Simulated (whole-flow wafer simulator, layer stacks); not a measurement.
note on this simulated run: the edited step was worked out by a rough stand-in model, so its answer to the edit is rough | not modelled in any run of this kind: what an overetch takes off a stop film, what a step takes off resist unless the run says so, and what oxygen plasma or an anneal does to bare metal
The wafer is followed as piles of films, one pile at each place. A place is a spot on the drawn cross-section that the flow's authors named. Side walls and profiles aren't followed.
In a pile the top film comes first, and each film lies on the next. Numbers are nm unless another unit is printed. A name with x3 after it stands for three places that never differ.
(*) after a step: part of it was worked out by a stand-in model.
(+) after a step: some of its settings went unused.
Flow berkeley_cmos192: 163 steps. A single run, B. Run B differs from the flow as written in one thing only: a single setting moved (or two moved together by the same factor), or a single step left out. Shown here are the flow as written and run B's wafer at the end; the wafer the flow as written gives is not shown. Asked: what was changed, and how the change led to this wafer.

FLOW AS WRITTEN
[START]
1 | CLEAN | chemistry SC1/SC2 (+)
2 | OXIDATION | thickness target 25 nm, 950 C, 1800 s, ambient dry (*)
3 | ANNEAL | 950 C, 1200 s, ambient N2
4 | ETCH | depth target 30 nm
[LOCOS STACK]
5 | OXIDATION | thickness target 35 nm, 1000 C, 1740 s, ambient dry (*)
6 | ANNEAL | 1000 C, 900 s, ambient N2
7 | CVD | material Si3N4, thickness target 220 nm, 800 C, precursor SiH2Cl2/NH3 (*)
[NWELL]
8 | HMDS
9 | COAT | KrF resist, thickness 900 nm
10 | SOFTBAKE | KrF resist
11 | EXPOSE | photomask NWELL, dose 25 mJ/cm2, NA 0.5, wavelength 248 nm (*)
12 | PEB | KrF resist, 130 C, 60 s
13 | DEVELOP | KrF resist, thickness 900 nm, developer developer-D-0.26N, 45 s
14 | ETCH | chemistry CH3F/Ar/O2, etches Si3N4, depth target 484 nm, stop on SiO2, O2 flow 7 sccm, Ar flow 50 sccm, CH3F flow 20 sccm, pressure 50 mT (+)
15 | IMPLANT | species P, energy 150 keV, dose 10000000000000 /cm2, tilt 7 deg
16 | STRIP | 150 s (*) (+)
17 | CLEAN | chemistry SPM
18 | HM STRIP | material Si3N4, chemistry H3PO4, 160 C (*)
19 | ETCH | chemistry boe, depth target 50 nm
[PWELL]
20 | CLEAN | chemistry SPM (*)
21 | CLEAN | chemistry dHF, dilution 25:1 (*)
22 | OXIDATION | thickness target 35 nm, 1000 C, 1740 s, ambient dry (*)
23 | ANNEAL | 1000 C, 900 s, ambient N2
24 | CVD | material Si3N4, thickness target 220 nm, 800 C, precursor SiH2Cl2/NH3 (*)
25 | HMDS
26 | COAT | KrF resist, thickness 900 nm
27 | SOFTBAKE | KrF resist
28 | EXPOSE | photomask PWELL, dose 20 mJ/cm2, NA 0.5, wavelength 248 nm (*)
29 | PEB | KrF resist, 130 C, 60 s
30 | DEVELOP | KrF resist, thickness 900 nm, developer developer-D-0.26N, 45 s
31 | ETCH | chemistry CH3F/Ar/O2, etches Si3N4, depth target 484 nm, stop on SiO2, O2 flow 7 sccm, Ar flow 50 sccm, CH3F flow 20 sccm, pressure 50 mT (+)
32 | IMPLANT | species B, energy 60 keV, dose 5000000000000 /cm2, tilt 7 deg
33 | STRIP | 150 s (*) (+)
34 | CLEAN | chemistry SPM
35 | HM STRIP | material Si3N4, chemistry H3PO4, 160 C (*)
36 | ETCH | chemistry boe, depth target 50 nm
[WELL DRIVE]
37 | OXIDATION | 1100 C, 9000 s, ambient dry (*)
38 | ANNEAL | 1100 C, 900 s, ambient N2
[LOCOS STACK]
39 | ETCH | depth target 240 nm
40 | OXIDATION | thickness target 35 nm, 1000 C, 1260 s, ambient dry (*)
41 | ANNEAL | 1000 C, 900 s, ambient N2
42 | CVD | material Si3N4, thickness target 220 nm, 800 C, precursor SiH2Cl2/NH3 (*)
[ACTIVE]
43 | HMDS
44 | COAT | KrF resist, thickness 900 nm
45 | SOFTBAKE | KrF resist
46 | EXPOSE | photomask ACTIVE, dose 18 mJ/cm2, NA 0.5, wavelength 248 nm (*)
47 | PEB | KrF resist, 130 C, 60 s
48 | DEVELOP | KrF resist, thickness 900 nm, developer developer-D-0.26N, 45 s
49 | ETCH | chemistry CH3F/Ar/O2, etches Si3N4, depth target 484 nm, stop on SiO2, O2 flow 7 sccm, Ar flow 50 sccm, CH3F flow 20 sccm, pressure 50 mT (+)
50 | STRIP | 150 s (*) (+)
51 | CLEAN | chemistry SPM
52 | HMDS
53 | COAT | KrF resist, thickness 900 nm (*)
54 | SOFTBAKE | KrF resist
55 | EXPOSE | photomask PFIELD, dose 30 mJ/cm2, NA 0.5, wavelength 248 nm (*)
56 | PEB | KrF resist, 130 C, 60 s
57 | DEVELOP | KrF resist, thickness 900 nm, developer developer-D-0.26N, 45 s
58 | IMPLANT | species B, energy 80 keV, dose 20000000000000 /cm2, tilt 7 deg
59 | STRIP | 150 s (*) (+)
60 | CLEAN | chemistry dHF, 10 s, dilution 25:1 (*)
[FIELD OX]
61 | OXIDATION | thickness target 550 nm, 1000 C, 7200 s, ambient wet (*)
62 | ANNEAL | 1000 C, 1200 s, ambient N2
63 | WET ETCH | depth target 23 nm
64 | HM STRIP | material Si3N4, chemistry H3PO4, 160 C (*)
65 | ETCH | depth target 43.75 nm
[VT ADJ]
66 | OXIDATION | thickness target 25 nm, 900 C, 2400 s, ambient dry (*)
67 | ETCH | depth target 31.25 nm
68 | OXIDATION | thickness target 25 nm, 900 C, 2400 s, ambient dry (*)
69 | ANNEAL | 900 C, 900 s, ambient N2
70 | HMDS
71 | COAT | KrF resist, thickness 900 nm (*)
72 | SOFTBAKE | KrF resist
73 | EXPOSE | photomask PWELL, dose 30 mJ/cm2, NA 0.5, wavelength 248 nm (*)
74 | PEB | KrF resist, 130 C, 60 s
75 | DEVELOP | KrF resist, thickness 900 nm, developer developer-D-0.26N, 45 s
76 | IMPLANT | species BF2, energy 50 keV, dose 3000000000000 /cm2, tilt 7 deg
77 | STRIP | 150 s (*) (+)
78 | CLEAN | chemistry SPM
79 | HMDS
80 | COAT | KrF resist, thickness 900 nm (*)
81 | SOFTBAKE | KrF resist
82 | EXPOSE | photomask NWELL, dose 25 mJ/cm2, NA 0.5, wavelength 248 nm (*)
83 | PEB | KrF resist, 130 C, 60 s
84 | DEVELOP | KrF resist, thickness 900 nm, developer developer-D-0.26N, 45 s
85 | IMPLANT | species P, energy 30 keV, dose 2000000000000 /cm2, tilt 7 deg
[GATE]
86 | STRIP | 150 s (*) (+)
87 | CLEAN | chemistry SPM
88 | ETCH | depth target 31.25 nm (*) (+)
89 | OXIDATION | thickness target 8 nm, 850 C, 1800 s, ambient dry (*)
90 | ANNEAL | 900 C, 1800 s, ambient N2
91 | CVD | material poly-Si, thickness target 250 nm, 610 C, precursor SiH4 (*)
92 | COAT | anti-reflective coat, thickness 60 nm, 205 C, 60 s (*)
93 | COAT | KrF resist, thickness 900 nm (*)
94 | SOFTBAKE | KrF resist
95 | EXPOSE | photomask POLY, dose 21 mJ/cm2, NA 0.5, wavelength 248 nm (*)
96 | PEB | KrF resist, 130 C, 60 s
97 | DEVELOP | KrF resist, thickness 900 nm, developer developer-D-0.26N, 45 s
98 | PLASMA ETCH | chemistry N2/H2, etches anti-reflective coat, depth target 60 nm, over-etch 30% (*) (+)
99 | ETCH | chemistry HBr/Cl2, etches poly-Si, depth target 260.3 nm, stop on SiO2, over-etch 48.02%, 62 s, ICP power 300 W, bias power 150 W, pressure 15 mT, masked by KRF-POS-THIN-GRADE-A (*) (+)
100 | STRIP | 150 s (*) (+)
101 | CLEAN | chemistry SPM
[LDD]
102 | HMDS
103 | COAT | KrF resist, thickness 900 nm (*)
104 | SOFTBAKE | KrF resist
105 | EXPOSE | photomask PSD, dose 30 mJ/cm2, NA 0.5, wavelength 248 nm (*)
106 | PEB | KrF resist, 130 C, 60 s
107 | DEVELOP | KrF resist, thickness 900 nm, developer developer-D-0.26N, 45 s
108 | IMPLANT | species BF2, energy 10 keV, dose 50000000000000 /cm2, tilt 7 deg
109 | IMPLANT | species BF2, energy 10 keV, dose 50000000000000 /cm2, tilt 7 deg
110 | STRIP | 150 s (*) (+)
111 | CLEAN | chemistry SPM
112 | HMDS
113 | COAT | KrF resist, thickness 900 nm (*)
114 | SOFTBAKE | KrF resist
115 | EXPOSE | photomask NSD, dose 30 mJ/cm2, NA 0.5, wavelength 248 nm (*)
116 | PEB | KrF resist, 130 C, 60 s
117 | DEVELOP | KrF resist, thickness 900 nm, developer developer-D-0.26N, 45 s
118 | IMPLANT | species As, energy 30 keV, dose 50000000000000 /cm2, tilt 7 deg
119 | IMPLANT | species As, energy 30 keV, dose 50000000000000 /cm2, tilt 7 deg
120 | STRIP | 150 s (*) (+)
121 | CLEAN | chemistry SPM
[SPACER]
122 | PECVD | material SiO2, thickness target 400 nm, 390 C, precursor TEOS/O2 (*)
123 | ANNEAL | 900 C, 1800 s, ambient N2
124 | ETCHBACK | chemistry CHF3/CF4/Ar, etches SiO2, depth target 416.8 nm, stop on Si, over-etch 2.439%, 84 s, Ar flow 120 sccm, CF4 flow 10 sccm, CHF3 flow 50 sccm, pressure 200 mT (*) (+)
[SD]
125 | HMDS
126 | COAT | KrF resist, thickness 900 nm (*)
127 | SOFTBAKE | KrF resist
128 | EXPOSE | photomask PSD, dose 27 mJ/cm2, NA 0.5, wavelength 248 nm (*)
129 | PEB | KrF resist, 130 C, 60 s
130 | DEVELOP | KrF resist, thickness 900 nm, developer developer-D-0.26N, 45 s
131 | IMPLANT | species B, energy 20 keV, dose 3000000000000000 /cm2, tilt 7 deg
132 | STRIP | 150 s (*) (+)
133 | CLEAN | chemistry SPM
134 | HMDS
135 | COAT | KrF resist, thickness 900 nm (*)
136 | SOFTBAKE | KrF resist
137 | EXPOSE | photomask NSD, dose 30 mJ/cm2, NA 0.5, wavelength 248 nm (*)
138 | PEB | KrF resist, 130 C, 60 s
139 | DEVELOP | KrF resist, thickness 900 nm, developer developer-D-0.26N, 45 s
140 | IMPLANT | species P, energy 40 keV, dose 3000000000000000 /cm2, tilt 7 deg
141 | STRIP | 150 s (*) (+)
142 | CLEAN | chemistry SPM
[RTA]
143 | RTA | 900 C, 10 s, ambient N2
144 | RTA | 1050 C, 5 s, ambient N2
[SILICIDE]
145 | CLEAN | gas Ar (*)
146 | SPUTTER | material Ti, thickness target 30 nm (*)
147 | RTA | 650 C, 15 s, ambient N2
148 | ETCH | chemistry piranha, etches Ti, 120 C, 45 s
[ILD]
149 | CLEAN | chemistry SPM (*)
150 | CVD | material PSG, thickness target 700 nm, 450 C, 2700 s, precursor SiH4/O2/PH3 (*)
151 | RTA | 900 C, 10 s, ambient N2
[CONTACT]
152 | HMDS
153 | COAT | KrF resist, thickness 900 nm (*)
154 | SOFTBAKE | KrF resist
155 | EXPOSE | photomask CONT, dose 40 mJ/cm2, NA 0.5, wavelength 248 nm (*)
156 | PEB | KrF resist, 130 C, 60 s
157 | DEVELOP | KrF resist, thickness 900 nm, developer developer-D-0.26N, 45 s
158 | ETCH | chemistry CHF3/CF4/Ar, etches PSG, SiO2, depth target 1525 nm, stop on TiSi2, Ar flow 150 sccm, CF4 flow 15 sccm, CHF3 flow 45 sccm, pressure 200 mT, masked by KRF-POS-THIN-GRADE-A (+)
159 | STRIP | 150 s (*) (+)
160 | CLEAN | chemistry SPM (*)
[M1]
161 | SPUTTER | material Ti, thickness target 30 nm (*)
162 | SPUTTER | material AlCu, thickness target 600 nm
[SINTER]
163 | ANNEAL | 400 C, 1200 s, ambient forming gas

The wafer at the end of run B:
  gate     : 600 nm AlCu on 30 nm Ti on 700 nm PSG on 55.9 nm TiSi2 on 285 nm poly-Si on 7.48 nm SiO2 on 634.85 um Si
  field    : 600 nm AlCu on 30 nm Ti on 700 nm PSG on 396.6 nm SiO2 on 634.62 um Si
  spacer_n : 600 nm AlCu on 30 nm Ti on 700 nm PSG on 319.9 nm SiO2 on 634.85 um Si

What caused this: step 91, CVD: thickness target 344 nm was run, whereas the flow has thickness target 250 nm.

Step by step, how the change led to this:
  91 | CVD | material poly-Si, thickness target 250 nm, 610 C, precursor SiH4 (*)
      field, sd_n, spacer_n and 6 more: poly-Si gains 344 (new film) (in the flow as written it would be: poly-Si gains 250 (new film))
  92 | COAT | anti-reflective coat, thickness 60 nm, 205 C, 60 s (*)
      field: anti-reflective coat gains 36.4 (new film) (in the flow as written it would be: anti-reflective coat gains 35.3 (new film))
      sd_n: anti-reflective coat gains 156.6 (new film) (in the flow as written it would be: anti-reflective coat gains 152.4 (new film))
      (also at 1 further place)
  98 | PLASMA ETCH | chemistry N2/H2, etches anti-reflective coat, depth target 60 nm, over-etch 30% (*) (+)
      field: anti-reflective coat loses 36.4 (all of it), poly-Si loses 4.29 (in the flow as written it would be: anti-reflective coat loses 35.3 (all of it), poly-Si loses 4.18)
      sd_n: anti-reflective coat loses 156.6 (all of it), poly-Si loses 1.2 (in the flow as written it would be: anti-reflective coat loses 152.4 (all of it), poly-Si loses 1.17)
      (also at 1 further place)
  99 | ETCH | chemistry HBr/Cl2, etches poly-Si, depth target 260.3 nm, stop on SiO2, over-etch 48.02%, 62 s, ICP power 300 W, bias power 150 W, pressure 15 mT, masked by KRF-POS-THIN-GRADE-A (*) (+)
      field, spacer_n: poly-Si loses 339.7 (all of it), SiO2 loses 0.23 (in the flow as written it would be: poly-Si loses 245.8 (all of it), SiO2 loses 1.74)
      sd_n: poly-Si loses 342.8 (all of it), SiO2 loses 0.21 (in the flow as written it would be: poly-Si loses 248.8 (all of it), SiO2 loses 1.51)
      (also at 4 further places)
  103 | COAT | KrF resist, thickness 900 nm (*)
      gate: KrF resist gains 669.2 (new film) (in the flow as written it would be: KrF resist gains 748 (new film))
      gate_p: KrF resist gains 665.3 (new film) (in the flow as written it would be: KrF resist gains 744.1 (new film))
  107 | DEVELOP | KrF resist, thickness 900 nm, developer developer-D-0.26N, 45 s
      gate_p: KrF resist loses 664.3 (all of it) (in the flow as written it would be: KrF resist loses 742.9 (all of it))
  110 | STRIP | 150 s (*) (+)
      gate: KrF resist loses 654 (all of it), chemical SiO2 gains 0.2, poly-Si loses 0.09 (in the flow as written it would be: KrF resist loses 732.7 (all of it), chemical SiO2 gains 0.2, poly-Si loses 0.09)
  113 | COAT | KrF resist, thickness 900 nm (*)
      gate: KrF resist gains 669.1 (new film) (in the flow as written it would be: KrF resist gains 747.9 (new film))
      gate_p: KrF resist gains 665.1 (new film) (in the flow as written it would be: KrF resist gains 743.9 (new film))
  117 | DEVELOP | KrF resist, thickness 900 nm, developer developer-D-0.26N, 45 s
      gate: KrF resist loses 668.1 (all of it) (in the flow as written it would be: KrF resist loses 746.8 (all of it))
  120 | STRIP | 150 s (*) (+)
      gate_p: KrF resist loses 649.9 (all of it), chemical SiO2 gains 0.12, poly-Si loses 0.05 (in the flow as written it would be: KrF resist loses 728.6 (all of it), chemical SiO2 gains 0.12, poly-Si loses 0.05)
  124 | ETCHBACK | chemistry CHF3/CF4/Ar, etches SiO2, depth target 416.8 nm, stop on Si, over-etch 2.439%, 84 s, Ar flow 120 sccm, CF4 flow 10 sccm, CHF3 flow 50 sccm, pressure 200 mT (*) (+)
      spacer_n: SiO2 loses 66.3 (in the flow as written it would be: SiO2 loses 160)
      spacer_p: SiO2 loses 66.2 (in the flow as written it would be: SiO2 loses 159.9)
  126 | COAT | KrF resist, thickness 900 nm (*)
      spacer_n: KrF resist gains 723 (new film) (in the flow as written it would be: KrF resist gains 791.6 (new film))
      gate: KrF resist gains 704.5 (new film) (in the flow as written it would be: KrF resist gains 771.5 (new film))
      (also at 2 further places)
  130 | DEVELOP | KrF resist, thickness 900 nm, developer developer-D-0.26N, 45 s
      spacer_p: KrF resist loses 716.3 (all of it) (in the flow as written it would be: KrF resist loses 784.6 (all of it))
      gate_p: KrF resist loses 697.7 (all of it) (in the flow as written it would be: KrF resist loses 764.3 (all of it))
  132 | STRIP | 150 s (*) (+)
      spacer_n: KrF resist loses 707.7 (all of it) (in the flow as written it would be: KrF resist loses 776.1 (all of it))
      gate: chemical SiO2 gains 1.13 (new film), KrF resist loses 689.2 (all of it), poly-Si loses 0.5 (in the flow as written it would be: chemical SiO2 gains 1.13 (new film), KrF resist loses 756.1 (all of it), poly-Si loses 0.5)
  135 | COAT | KrF resist, thickness 900 nm (*)
      spacer_n: KrF resist gains 723.2 (new film) (in the flow as written it would be: KrF resist gains 791.1 (new film))
      gate: KrF resist gains 704.1 (new film) (in the flow as written it would be: KrF resist gains 770.3 (new film))
      (also at 2 further places)
  139 | DEVELOP | KrF resist, thickness 900 nm, developer developer-D-0.26N, 45 s
      spacer_n: KrF resist loses 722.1 (all of it) (in the flow as written it would be: KrF resist loses 789.9 (all of it))
      gate: KrF resist loses 703 (all of it) (in the flow as written it would be: KrF resist loses 769.1 (all of it))
  ... 2 other steps ...
  159 | STRIP | 150 s (*) (+)
      spacer_n: KrF resist loses 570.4 (all of it) (in the flow as written it would be: KrF resist loses 620.3 (all of it))
      gate: KrF resist loses 556.5 (all of it) (in the flow as written it would be: KrF resist loses 600.1 (all of it))
      (also at 3 further places)
